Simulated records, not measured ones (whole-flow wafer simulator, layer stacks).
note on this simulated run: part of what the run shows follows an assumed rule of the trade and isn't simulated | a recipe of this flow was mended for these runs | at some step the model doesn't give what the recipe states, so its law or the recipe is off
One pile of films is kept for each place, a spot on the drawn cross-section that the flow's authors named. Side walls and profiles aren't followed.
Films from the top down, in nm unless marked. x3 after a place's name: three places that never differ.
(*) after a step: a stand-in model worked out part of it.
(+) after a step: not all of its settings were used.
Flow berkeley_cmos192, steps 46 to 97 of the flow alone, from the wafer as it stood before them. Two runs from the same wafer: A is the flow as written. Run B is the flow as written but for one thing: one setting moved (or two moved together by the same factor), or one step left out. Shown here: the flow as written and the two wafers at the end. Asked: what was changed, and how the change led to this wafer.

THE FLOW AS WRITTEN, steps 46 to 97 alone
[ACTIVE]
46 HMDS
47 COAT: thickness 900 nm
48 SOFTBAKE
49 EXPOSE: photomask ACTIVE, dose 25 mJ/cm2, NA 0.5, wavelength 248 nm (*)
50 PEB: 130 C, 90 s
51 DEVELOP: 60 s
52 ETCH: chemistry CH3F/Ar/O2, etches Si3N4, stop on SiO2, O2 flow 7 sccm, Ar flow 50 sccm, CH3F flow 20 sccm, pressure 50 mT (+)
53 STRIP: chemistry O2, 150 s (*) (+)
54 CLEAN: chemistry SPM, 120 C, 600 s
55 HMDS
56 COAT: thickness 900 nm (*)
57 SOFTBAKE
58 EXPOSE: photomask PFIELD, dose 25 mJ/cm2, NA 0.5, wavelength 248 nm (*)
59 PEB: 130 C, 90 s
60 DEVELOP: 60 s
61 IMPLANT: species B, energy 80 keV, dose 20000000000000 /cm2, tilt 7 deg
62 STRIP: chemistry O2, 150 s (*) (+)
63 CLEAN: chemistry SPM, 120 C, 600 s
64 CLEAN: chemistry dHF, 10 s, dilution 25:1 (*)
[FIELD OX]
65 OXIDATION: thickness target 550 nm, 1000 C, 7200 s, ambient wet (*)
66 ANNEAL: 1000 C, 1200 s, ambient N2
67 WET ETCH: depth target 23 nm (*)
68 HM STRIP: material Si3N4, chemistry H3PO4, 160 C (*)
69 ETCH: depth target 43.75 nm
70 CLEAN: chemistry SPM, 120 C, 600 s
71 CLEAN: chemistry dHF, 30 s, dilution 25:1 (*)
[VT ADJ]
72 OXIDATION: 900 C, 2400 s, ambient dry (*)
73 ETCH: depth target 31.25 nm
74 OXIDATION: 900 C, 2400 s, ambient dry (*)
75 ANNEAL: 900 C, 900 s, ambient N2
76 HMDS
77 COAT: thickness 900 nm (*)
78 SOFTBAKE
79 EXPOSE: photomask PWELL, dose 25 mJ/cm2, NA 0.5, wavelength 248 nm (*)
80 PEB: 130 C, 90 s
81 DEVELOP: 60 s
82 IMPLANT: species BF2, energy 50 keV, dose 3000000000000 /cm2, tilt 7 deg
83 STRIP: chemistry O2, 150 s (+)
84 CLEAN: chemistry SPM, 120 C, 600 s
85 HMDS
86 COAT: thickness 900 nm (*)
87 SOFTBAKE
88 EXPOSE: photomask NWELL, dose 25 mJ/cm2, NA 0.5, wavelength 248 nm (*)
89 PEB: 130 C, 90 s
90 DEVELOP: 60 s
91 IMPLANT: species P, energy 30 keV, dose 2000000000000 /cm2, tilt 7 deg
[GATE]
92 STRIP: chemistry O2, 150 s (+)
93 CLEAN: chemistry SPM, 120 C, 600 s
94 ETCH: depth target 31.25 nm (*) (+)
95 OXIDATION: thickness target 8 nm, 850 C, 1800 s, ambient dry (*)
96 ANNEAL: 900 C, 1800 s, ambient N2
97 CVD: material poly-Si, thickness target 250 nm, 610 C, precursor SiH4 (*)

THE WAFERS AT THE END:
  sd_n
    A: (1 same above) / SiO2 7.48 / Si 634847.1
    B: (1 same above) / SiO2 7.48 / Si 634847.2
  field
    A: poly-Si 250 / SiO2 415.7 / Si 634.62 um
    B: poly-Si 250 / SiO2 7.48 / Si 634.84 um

The cause: step 65, OXIDATION: thickness target 550 nm, 1000 C, 7200 s, ambient wet (*), was left out.

How the change led to this, step by step:
  67 WET ETCH: depth target 23 nm (*)
      sd_n, spacer_n, gate, sd_p, spacer_p, gate_p, contact, m1: A SiO2 -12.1 (all of it), Si3N4 -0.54 | B Si3N4 -1.15
      field: A SiO2 -23 | B SiO2 -20.9 (all of it)
  68 HM STRIP: material Si3N4, chemistry H3PO4, 160 C (*)
      field: A SiO2 -16.5 | B chemical SiO2 +0.5 (new film), Si -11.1
      sd_n, spacer_n, gate, sd_p, spacer_p, gate_p, contact, m1: A Si3N4 -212 (all of it), SiO2 -9.87 | B Si3N4 -218.1 (all of it), SiO2 -10.1
  69 ETCH: depth target 43.75 nm
      field: A SiO2 -43.8 | B chemical SiO2 -0.5 (all of it)
  70 CLEAN: chemistry SPM, 120 C, 600 s
      field: A nothing | B chemical SiO2 +0.8 (new film), Si -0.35
  71 CLEAN: chemistry dHF, 30 s, dilution 25:1 (*)
      field: A SiO2 -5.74 | B chemical SiO2 -0.8 (all of it)
  72 OXIDATION: 900 C, 2400 s, ambient dry (*)
      field: A SiO2 +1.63, Si -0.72 | B SiO2 +14.9 (new film), Si -6.57
  73 ETCH: depth target 31.25 nm
      field: A SiO2 -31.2 | B SiO2 -14.9 (all of it)
  74 OXIDATION: 900 C, 2400 s, ambient dry (*)
      field: A SiO2 +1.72, Si -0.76 | B SiO2 +14.9 (new film), Si -6.57
  77 COAT: thickness 900 nm (*)
      field: A KrF-resist +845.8 (new film) | B KrF-resist +903.1 (new film)
      sd_n: A KrF-resist +1006.3 (new film) | B KrF-resist +894.2 (new film)
      (and at 7 more places)
  81 DEVELOP: 60 s
      field: A KrF-resist -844 (all of it) | B KrF-resist -901.1 (all of it)
      sd_n: A KrF-resist -1004.1 (all of it) | B KrF-resist -892.3 (all of it)
      (and at 4 more places)
  83 STRIP: chemistry O2, 150 s (+)
      sd_p: A KrF-resist -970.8 (all of it) | B KrF-resist -878.2 (all of it)
      spacer_p: A KrF-resist -953.7 (all of it) | B KrF-resist -879.1 (all of it)
      (and at 1 more place)
  86 COAT: thickness 900 nm (*)
      field: A KrF-resist +845.8 (new film) | B KrF-resist +903.1 (new film)
      sd_n: A KrF-resist +1006.3 (new film) | B KrF-resist +894.2 (new film)
      (and at 7 more places)
  90 DEVELOP: 60 s
      sd_p: A KrF-resist -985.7 (all of it) | B KrF-resist -893.2 (all of it)
      spacer_p: A KrF-resist -968.6 (all of it) | B KrF-resist -894 (all of it)
      (and at 1 more place)
  92 STRIP: chemistry O2, 150 s (+)
      field: A KrF-resist -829 (all of it) | B KrF-resist -886.1 (all of it)
      sd_n: A KrF-resist -989.1 (all of it) | B KrF-resist -877.3 (all of it)
      (and at 4 more places)
  94 ETCH: depth target 31.25 nm (*) (+)
      field: A SiO2 -31.2 | B SiO2 -14.9 (all of it)
  95 OXIDATION: thickness target 8 nm, 850 C, 1800 s, ambient dry (*)
      field: A SiO2 +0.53, Si -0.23 | B SiO2 +7.48 (new film), Si -3.29
